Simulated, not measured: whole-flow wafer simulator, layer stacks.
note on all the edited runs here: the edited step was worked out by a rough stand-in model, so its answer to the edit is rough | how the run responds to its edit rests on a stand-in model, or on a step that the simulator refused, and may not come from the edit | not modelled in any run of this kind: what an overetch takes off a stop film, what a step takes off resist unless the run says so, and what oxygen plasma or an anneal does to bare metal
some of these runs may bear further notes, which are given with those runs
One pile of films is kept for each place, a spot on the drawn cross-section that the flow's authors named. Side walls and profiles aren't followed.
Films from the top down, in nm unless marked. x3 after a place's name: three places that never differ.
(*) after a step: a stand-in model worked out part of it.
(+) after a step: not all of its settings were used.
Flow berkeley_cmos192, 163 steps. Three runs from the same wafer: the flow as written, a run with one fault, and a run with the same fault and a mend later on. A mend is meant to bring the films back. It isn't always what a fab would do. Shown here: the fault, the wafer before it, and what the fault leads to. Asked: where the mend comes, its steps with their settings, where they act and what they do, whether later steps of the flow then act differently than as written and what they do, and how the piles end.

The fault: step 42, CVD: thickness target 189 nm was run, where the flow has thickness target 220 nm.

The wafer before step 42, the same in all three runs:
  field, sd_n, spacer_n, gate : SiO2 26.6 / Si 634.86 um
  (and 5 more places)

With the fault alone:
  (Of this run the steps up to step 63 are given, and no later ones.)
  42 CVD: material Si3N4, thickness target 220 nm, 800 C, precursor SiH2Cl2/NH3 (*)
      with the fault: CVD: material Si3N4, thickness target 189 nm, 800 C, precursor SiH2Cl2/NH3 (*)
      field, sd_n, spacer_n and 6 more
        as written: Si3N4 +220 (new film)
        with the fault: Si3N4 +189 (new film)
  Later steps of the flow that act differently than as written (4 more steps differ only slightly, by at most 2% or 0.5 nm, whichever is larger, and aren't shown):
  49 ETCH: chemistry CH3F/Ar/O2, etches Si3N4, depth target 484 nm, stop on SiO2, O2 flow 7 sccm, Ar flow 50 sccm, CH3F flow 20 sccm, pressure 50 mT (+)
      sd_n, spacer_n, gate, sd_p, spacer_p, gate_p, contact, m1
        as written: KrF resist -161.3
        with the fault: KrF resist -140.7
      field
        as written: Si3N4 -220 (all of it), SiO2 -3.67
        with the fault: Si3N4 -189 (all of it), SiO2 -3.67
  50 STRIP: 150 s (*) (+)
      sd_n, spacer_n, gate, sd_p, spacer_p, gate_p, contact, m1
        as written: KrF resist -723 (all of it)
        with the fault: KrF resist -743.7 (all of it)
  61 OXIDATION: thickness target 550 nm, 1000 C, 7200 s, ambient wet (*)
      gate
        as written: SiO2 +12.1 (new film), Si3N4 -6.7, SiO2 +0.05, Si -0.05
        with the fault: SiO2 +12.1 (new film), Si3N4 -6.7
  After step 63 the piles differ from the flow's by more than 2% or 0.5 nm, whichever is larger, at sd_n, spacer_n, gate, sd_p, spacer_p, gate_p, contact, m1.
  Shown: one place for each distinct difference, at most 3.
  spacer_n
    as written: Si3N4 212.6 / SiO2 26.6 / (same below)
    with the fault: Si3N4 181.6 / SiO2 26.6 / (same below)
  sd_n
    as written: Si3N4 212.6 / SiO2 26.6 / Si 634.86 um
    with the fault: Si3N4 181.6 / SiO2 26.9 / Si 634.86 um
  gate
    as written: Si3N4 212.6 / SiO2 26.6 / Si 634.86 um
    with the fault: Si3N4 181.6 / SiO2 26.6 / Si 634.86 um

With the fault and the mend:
  The mend comes after step 48.
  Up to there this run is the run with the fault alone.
  48a STRIP: 150 s (*) (+)
      sd_n, spacer_n, gate, sd_p, spacer_p, gate_p, contact, m1
        KrF resist -884.4 (all of it)
  48b CLEAN: chemistry SPM (the flow's step 34 once more)
      changes no film at any place that is followed
  48c CVD: material Si3N4, thickness target 31.02 nm, 800 C, precursor SiH2Cl2/NH3 (*) (the flow's step 42 once more, with other settings)
      field, sd_n, spacer_n and 6 more
        Si3N4 +31
  48d HMDS (the flow's step 43 once more)
      changes no film at any place that is followed
  48e COAT: KrF resist, thickness 900 nm (the flow's step 44 once more)
      field, sd_n, spacer_n and 6 more
        KrF resist +900 (new film)
  48f SOFTBAKE: KrF resist (the flow's step 45 once more)
      changes no film at any place that is followed
  48g EXPOSE: photomask ACTIVE, dose 18 mJ/cm2, NA 0.5, wavelength 248 nm (*) (the flow's step 46 once more)
      changes no film at any place that is followed
  48h PEB: KrF resist, 130 C, 60 s (the flow's step 47 once more)
      field, sd_n, spacer_n and 6 more
        KrF resist -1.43
  48i DEVELOP: KrF resist, thickness 900 nm, developer developer-D-0.26N, 45 s (the flow's step 48 once more)
      sd_n, spacer_n, gate, sd_p, spacer_p, gate_p, contact, m1
        KrF resist -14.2
      field
        KrF resist -898.6 (all of it)
  No later step of the flow acts differently than as written, at any place that is followed, by more than 2% or 0.5 nm, whichever is larger.
  At the end the piles are the same as the flow's at every place that both follow.
